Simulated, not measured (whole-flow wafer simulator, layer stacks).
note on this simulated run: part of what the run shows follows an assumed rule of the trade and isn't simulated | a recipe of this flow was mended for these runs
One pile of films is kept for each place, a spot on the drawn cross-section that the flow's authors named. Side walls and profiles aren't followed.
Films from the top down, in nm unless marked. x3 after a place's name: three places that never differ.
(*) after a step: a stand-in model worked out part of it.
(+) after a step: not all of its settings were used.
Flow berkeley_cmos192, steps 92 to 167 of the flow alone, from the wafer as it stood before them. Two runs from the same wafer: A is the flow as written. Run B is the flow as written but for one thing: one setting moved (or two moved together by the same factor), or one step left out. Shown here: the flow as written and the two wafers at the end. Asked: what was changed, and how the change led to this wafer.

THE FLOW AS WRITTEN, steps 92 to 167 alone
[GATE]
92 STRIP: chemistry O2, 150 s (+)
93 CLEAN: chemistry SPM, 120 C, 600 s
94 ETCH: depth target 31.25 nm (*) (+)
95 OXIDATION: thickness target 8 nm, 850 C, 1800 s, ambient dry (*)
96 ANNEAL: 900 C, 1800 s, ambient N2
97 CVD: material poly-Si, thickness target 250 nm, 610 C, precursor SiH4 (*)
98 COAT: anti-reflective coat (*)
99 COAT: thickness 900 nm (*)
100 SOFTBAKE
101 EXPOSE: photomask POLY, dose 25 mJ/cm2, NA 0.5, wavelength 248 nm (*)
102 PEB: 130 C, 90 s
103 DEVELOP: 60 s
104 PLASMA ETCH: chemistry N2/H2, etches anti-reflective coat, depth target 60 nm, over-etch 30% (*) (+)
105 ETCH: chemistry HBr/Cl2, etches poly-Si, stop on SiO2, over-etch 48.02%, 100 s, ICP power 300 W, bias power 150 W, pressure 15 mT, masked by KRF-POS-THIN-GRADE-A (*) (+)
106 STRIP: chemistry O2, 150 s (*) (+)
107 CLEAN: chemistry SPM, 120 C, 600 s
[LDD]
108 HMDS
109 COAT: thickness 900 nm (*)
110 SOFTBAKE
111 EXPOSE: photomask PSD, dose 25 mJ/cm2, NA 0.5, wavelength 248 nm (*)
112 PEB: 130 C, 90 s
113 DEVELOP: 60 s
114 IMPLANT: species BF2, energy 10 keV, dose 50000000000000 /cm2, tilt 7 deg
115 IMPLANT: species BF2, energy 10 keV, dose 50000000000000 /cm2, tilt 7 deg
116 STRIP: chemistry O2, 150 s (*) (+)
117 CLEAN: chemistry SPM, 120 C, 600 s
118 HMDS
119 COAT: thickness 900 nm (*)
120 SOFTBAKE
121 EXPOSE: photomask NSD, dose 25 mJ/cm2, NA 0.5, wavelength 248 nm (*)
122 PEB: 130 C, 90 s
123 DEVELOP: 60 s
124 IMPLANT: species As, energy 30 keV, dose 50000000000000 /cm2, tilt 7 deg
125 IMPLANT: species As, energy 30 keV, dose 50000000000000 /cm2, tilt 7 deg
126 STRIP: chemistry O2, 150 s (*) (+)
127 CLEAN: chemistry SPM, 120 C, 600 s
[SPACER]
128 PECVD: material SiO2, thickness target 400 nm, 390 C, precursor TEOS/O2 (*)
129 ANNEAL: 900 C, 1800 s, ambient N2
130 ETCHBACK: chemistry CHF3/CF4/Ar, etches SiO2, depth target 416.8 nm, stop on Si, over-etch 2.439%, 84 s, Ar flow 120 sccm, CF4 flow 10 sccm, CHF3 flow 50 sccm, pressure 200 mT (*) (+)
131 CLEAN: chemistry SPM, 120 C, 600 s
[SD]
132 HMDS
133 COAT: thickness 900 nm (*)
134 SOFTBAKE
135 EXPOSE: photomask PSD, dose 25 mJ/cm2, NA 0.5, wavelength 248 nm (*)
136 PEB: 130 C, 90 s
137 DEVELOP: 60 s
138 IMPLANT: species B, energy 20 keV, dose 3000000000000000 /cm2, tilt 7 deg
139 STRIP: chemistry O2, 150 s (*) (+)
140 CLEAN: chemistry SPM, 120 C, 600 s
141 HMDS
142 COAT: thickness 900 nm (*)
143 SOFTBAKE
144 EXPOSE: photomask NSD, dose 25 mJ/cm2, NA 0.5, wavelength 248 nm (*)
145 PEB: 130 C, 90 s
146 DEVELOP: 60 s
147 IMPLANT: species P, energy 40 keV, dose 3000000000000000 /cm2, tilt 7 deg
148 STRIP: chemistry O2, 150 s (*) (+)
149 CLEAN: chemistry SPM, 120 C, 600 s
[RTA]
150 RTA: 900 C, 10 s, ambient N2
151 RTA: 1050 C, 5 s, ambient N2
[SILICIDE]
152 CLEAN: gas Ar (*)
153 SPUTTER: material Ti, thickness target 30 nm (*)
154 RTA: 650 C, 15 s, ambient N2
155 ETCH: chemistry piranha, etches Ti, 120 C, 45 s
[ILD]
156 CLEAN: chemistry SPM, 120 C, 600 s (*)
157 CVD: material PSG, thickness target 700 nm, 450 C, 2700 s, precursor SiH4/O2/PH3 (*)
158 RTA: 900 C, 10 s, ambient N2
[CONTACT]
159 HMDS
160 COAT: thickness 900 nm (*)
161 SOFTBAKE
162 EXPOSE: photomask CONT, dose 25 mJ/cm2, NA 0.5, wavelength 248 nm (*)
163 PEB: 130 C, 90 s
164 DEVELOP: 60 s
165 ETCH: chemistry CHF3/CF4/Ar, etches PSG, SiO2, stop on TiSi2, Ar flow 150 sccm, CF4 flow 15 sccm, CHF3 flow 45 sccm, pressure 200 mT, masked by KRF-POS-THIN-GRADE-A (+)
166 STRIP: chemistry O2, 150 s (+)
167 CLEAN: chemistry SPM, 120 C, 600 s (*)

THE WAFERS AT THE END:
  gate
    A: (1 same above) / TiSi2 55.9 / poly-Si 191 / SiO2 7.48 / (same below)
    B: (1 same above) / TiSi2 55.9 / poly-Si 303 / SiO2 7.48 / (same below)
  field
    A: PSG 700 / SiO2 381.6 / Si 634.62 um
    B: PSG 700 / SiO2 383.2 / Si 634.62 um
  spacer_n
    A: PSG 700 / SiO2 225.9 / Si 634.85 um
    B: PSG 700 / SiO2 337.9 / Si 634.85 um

The cause: step 97, CVD: thickness target 362 nm was run, where the flow has thickness target 250 nm.

How the change led to this, step by step:
  97 CVD: material poly-Si, thickness target 250 nm, 610 C, precursor SiH4 (*)
      field, sd_n, spacer_n and 6 more: A poly-Si +250 (new film) | B poly-Si +362 (new film)
  98 COAT: anti-reflective coat (*)
      field: A anti-reflective coat +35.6 (new film) | B anti-reflective coat +36.6 (new film)
      sd_n: A anti-reflective coat +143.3 (new film) | B anti-reflective coat +147.2 (new film)
      (and at 1 more place)
  104 PLASMA ETCH: chemistry N2/H2, etches anti-reflective coat, depth target 60 nm, over-etch 30% (*) (+)
      field: A anti-reflective coat -35.6 (all of it), poly-Si -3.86 | B anti-reflective coat -36.6 (all of it), poly-Si -3.97
      sd_n: A anti-reflective coat -143.3 (all of it), poly-Si -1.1 | B anti-reflective coat -147.2 (all of it), poly-Si -1.13
      (and at 1 more place)
  105 ETCH: chemistry HBr/Cl2, etches poly-Si, stop on SiO2, over-etch 48.02%, 100 s, ICP power 300 W, bias power 150 W, pressure 15 mT, masked by KRF-POS-THIN-GRADE-A (*) (+)
      field: A poly-Si -246.1 (all of it), SiO2 -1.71 | B poly-Si -358 (all of it), SiO2 -0.14
      sd_n: A poly-Si -248.9 (all of it), SiO2 -1.5 | B poly-Si -360.9 (all of it), SiO2 -0.12
      (and at 5 more places)
  109 COAT: thickness 900 nm (*)
      gate: A KrF-resist +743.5 (new film) | B KrF-resist +649.8 (new film)
      gate_p: A KrF-resist +739.8 (new film) | B KrF-resist +646.1 (new film)
  113 DEVELOP: 60 s
      gate_p: A KrF-resist -738.2 (all of it) | B KrF-resist -644.8 (all of it)
  116 STRIP: chemistry O2, 150 s (*) (+)
      gate: A KrF-resist -727 (all of it), chemical SiO2 +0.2, poly-Si -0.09 | B KrF-resist -633.5 (all of it), chemical SiO2 +0.2, poly-Si -0.09
  119 COAT: thickness 900 nm (*)
      gate: A KrF-resist +743.4 (new film) | B KrF-resist +649.7 (new film)
      gate_p: A KrF-resist +739.7 (new film) | B KrF-resist +646 (new film)
  123 DEVELOP: 60 s
      gate: A KrF-resist -741.9 (all of it) | B KrF-resist -648.3 (all of it)
  126 STRIP: chemistry O2, 150 s (*) (+)
      gate_p: A KrF-resist -723.2 (all of it), chemical SiO2 +0.12, poly-Si -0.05 | B KrF-resist -629.7 (all of it), chemical SiO2 +0.12, poly-Si -0.05
  130 ETCHBACK: chemistry CHF3/CF4/Ar, etches SiO2, depth target 416.8 nm, stop on Si, over-etch 2.439%, 84 s, Ar flow 120 sccm, CF4 flow 10 sccm, CHF3 flow 50 sccm, pressure 200 mT (*) (+)
      spacer_n, spacer_p: A SiO2 -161 | B SiO2 -49.4
  133 COAT: thickness 900 nm (*)
      spacer_n: A KrF-resist +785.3 (new film) | B KrF-resist +703.7 (new film)
      gate: A KrF-resist +764.7 (new film) | B KrF-resist +685 (new film)
      (and at 2 more places)
  137 DEVELOP: 60 s
      spacer_p: A KrF-resist -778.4 (all of it) | B KrF-resist -697.2 (all of it)
      gate_p: A KrF-resist -757.7 (all of it) | B KrF-resist -678.4 (all of it)
  139 STRIP: chemistry O2, 150 s (*) (+)
      spacer_n: A KrF-resist -768.7 (all of it) | B KrF-resist -687.2 (all of it)
      gate: A KrF-resist -748.1 (all of it), chemical SiO2 +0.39, poly-Si -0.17 | B KrF-resist -668.6 (all of it), chemical SiO2 +0.39, poly-Si -0.17
  142 COAT: thickness 900 nm (*)
      spacer_n: A KrF-resist +785.4 (new film) | B KrF-resist +703.7 (new film)
      gate: A KrF-resist +764.6 (new film) | B KrF-resist +684.8 (new film)
      (and at 2 more places)
  146 DEVELOP: 60 s
      spacer_n: A KrF-resist -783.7 (all of it) | B KrF-resist -702.2 (all of it)
      gate: A KrF-resist -762.9 (all of it) | B KrF-resist -683.4 (all of it)
  ... 2 more steps ...
  166 STRIP: chemistry O2, 150 s (+)
      spacer_n: A KrF-resist -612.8 (all of it) | B KrF-resist -553.5 (all of it)
      gate: A KrF-resist -593.2 (all of it) | B KrF-resist -541.5 (all of it)
      (and at 3 more places)
